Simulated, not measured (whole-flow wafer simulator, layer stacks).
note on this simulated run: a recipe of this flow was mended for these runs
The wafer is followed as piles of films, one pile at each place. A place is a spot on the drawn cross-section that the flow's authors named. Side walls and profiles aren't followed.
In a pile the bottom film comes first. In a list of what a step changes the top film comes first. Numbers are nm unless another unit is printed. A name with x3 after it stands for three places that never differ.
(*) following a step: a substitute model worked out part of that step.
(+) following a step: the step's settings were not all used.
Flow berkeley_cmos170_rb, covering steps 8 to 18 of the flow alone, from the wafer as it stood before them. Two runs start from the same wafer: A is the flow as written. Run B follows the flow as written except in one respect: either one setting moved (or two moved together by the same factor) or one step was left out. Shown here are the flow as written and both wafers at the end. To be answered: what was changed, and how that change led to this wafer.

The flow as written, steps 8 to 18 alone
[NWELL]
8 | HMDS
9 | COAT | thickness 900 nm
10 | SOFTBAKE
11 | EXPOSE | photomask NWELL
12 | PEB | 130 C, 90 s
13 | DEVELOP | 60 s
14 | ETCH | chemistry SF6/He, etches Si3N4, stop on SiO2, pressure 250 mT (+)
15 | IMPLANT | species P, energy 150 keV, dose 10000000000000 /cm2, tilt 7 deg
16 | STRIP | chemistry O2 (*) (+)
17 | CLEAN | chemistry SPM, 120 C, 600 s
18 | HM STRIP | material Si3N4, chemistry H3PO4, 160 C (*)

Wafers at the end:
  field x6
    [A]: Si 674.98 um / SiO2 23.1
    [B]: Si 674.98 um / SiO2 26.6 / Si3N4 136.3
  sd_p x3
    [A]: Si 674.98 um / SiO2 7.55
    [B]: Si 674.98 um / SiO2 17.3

The reason: step 18, HM STRIP: 128 C was run, while the flow as written has 160 C.

Step by step, how the change led to this:
  18 | HM STRIP | material Si3N4, chemistry H3PO4, 160 C (*)
      field x6: A -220 Si3N4 (all of it), -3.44 SiO2 | B -83.7 Si3N4
      sd_p x3: A -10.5 SiO2 | B -0.81 SiO2
